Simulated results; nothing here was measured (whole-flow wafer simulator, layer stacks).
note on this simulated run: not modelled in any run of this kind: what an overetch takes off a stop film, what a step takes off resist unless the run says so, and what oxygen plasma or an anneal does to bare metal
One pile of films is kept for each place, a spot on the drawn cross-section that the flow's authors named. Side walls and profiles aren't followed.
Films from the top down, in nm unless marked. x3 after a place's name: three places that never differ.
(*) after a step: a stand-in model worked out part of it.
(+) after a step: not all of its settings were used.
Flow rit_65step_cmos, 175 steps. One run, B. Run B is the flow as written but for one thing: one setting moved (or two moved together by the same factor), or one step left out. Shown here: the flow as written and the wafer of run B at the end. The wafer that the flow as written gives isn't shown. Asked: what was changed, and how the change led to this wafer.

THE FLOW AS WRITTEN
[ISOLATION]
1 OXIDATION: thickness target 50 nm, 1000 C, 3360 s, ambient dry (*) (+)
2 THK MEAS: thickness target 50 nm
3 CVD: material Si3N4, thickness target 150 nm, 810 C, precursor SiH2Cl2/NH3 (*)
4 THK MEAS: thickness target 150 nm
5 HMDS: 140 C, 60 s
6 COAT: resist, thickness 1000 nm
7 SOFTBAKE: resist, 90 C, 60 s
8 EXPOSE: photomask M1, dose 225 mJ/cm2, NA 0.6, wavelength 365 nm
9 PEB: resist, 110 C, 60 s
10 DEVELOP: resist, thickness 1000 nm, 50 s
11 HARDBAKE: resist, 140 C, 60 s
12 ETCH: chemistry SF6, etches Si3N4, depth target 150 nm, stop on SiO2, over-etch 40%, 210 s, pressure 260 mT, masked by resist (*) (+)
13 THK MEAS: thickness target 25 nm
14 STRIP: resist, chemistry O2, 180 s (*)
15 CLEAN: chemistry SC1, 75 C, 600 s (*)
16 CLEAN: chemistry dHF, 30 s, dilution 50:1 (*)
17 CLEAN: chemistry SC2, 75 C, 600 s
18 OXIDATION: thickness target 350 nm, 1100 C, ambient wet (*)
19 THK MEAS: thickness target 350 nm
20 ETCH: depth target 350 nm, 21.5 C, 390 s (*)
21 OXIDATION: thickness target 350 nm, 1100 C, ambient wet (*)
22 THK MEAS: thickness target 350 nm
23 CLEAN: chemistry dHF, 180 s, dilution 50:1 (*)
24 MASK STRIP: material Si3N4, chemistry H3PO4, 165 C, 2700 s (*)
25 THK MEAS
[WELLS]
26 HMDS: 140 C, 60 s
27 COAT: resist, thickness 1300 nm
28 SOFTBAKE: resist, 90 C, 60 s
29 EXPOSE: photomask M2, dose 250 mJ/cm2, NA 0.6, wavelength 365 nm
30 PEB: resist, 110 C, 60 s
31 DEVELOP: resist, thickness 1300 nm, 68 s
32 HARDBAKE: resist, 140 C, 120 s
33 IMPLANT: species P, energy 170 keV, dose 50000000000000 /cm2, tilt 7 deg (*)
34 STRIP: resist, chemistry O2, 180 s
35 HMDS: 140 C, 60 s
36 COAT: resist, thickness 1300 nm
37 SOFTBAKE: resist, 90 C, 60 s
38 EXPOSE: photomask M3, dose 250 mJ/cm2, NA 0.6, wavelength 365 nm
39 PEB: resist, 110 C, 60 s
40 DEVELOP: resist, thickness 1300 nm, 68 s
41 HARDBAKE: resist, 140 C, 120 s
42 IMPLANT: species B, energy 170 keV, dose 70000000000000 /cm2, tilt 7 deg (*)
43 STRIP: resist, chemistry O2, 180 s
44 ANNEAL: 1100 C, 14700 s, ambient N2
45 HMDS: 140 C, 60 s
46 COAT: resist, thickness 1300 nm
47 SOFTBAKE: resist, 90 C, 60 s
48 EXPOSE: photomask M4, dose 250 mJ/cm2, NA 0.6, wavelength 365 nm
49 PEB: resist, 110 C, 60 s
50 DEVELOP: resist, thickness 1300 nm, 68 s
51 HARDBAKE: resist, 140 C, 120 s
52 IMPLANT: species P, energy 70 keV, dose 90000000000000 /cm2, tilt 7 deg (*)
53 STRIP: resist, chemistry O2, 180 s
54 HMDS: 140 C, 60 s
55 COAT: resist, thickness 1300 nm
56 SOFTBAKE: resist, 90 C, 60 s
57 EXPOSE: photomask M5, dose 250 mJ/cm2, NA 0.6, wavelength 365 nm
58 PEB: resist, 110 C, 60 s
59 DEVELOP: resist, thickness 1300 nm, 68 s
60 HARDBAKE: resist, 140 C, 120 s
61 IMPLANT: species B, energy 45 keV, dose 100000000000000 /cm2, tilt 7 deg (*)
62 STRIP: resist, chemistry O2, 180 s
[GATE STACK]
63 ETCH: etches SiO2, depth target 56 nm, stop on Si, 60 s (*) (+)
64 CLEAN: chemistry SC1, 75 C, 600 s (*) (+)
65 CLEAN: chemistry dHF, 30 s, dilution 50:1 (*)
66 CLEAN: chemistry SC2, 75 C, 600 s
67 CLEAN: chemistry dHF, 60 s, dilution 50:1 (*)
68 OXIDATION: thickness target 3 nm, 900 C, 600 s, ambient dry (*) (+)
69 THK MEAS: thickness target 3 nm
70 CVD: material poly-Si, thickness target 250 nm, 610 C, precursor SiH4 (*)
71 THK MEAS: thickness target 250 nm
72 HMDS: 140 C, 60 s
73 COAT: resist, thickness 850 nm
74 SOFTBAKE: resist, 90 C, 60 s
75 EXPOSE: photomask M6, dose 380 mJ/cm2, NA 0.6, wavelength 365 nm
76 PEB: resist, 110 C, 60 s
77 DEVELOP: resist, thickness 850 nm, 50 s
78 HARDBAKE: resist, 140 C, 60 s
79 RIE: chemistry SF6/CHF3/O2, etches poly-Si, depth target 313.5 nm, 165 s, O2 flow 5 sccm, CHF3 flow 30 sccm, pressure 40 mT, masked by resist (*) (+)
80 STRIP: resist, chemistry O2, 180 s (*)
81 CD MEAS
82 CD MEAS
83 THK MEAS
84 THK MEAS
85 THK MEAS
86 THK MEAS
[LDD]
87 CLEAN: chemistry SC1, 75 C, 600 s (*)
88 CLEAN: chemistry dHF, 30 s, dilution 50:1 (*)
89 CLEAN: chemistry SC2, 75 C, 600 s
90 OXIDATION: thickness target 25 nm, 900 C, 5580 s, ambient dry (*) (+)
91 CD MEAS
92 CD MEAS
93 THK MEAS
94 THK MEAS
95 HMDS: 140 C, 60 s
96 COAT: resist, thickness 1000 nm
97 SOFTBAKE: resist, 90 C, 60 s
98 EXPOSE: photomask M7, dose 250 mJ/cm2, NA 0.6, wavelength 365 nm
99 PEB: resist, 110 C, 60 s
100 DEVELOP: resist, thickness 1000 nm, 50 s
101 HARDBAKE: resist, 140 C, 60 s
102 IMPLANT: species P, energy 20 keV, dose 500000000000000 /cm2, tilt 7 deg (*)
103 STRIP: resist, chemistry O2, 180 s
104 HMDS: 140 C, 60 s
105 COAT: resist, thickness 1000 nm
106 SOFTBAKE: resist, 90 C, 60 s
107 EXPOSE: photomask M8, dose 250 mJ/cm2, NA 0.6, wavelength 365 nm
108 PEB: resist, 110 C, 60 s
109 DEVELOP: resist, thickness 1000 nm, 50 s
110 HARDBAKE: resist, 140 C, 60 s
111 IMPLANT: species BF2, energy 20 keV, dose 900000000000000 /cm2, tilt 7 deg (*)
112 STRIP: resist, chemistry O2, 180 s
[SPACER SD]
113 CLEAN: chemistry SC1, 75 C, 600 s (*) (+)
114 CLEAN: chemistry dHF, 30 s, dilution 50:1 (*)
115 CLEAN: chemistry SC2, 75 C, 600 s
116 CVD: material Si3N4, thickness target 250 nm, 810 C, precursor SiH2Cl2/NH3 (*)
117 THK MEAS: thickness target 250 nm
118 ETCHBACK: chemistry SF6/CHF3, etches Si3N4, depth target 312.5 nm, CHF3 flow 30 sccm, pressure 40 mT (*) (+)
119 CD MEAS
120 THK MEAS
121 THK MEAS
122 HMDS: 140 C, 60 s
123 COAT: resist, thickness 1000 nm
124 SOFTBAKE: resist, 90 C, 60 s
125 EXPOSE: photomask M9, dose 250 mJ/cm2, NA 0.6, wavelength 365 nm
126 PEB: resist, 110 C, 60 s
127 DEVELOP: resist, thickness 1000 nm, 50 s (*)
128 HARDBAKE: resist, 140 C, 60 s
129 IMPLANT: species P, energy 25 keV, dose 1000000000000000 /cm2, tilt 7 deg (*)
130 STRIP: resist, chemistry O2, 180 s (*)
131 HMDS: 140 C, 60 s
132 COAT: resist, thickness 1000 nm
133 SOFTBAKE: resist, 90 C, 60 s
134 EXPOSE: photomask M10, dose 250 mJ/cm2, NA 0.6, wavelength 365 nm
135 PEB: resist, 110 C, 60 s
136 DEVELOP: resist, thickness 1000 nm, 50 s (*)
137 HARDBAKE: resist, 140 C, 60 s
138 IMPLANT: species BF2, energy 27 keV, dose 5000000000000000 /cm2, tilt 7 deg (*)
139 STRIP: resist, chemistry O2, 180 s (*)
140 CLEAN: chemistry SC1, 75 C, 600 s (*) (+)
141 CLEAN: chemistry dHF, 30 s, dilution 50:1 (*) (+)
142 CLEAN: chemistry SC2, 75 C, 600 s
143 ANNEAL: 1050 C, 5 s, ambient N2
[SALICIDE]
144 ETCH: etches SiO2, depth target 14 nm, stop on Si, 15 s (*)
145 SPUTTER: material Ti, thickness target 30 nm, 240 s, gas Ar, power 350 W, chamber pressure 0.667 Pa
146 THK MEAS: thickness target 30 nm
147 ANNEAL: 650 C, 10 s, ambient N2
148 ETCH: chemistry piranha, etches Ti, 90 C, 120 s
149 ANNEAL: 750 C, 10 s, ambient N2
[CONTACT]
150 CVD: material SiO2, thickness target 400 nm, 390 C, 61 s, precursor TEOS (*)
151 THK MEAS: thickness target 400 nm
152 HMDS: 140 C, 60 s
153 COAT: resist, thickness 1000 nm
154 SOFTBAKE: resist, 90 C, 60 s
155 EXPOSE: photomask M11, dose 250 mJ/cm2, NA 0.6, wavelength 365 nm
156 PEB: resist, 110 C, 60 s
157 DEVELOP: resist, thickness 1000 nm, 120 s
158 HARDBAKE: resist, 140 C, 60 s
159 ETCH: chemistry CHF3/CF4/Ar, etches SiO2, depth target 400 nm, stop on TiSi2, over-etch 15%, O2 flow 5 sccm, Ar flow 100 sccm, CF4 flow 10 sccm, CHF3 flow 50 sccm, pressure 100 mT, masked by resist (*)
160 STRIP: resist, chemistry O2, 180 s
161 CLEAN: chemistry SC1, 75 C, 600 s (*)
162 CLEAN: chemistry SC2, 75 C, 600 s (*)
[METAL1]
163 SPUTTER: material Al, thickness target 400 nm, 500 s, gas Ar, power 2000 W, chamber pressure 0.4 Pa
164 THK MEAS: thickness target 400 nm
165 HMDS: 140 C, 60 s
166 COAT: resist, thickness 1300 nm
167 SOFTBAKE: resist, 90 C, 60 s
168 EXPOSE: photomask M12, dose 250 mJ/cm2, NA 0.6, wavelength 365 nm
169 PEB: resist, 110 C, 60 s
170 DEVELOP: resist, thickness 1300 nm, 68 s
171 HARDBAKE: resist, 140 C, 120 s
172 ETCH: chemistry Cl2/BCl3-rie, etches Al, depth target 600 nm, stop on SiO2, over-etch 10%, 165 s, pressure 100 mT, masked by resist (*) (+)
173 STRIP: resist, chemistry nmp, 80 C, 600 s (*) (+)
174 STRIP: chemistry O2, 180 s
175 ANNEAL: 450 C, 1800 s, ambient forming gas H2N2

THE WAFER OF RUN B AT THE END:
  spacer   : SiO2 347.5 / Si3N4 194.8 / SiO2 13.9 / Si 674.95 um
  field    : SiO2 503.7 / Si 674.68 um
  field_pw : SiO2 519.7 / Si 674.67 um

The cause: step 163, SPUTTER: power 1364 W was run, where the flow has power 2000 W.

How the change led to this, step by step:
  163 SPUTTER: material Al, thickness target 400 nm, 500 s, gas Ar, power 2000 W, chamber pressure 0.4 Pa
      field, field_p, spacer, spacer_p: Al +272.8 (new film) (as written it would be: Al +400 (new film))
      gate_n, gate_p: Al +272.8 (new film) (as written it would be: Al +396 (new film))
      (and at 2 more places)
  172 ETCH: chemistry Cl2/BCl3-rie, etches Al, depth target 600 nm, stop on SiO2, over-etch 10%, 165 s, pressure 100 mT, masked by resist (*) (+)
      field, field_p, spacer, spacer_p: Al -272.8 (all of it), SiO2 -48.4 (as written it would be: Al -400 (all of it), SiO2 -32.5)
      gate_n, gate_p: Al -272.8 (all of it), SiO2 -48.4 (as written it would be: Al -396 (all of it), SiO2 -33)
      (and at 2 more places)
